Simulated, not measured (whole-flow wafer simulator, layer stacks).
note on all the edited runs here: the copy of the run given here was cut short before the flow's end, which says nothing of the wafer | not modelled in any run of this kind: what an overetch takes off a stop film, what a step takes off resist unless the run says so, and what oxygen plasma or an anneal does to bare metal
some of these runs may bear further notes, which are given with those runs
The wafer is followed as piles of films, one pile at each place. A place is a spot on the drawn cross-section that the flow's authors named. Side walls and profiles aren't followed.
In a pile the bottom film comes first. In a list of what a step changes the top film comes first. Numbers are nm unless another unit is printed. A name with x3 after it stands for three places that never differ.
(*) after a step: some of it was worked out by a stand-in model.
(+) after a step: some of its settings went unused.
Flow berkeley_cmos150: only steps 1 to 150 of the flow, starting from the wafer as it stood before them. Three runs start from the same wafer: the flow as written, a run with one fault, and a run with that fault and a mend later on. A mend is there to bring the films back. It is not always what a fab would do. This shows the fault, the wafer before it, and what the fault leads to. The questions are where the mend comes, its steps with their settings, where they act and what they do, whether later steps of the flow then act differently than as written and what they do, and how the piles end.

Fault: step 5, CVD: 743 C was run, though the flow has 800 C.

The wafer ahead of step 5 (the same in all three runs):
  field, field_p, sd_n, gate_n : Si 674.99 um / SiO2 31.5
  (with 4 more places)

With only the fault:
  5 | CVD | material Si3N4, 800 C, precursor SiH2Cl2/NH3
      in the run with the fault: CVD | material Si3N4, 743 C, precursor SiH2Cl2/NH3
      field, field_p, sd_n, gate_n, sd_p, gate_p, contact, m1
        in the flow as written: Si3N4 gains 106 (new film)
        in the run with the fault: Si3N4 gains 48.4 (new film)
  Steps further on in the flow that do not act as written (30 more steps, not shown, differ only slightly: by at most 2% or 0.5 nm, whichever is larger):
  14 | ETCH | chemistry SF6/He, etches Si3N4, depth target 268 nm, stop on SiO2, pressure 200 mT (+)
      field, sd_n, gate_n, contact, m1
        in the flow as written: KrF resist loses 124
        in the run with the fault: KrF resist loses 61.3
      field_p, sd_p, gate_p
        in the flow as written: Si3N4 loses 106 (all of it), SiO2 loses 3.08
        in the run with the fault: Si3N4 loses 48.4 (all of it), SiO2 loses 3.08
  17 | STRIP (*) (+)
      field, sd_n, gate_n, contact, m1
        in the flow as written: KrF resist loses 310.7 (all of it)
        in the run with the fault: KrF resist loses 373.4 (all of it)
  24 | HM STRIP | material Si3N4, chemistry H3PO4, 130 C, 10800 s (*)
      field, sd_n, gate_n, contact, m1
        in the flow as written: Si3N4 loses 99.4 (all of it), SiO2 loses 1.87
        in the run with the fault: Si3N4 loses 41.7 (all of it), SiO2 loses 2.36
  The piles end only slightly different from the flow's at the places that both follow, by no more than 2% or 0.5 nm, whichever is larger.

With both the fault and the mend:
  After step 13 comes the mend.
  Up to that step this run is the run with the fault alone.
  13a | STRIP (*) (+)
      field, sd_n, gate_n, contact, m1
        KrF resist loses 434.7 (all of it)
  13b | CLEAN | chemistry SPM, 600 s (a further turn of the flow's step 1)
      alters no film at any place that is followed
  13c | CVD | material Si3N4, 800 C, precursor SiH2Cl2/NH3 (a further turn of the flow's step 5; the settings that differ are not printed)
      field, field_p, sd_n, gate_n, sd_p, gate_p, contact, m1
        Si3N4 gains 57.7
  13d | HMDS (a further turn of the flow's step 7)
      alters no film at any place that is followed
  13e | COAT | KrF resist, thickness 450 nm (a further turn of the flow's step 8)
      field, field_p, sd_n, gate_n, sd_p, gate_p, contact, m1
        KrF resist gains 450 (new film)
  13f | SOFTBAKE | KrF resist (a further turn of the flow's step 9)
      alters no film at any place that is followed
  13g | EXPOSE | photomask NWELL, dose 30 mJ/cm2, NA 0.5, wavelength 248 nm (*) (a further turn of the flow's step 10)
      alters no film at any place that is followed
  13h | PEB | KrF resist, 130 C, 60 s (a further turn of the flow's step 11)
      field, field_p, sd_n, gate_n, sd_p, gate_p, contact, m1
        KrF resist loses 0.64
  13i | DEVELOP | KrF resist, thickness 450 nm, developer developer-D-0.26N (a further turn of the flow's step 12)
      field, sd_n, gate_n, contact, m1
        KrF resist loses 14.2
      field_p, sd_p, gate_p
        KrF resist loses 449.4 (all of it)
  13j | HARDBAKE | 120 C, 1800 s (a further turn of the flow's step 13)
      field, sd_n, gate_n, contact, m1
        KrF resist loses 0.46
  Every later step of the flow that is run acts as written at every place that is followed.
  At every place that both follow, the piles at the end match the flow's.
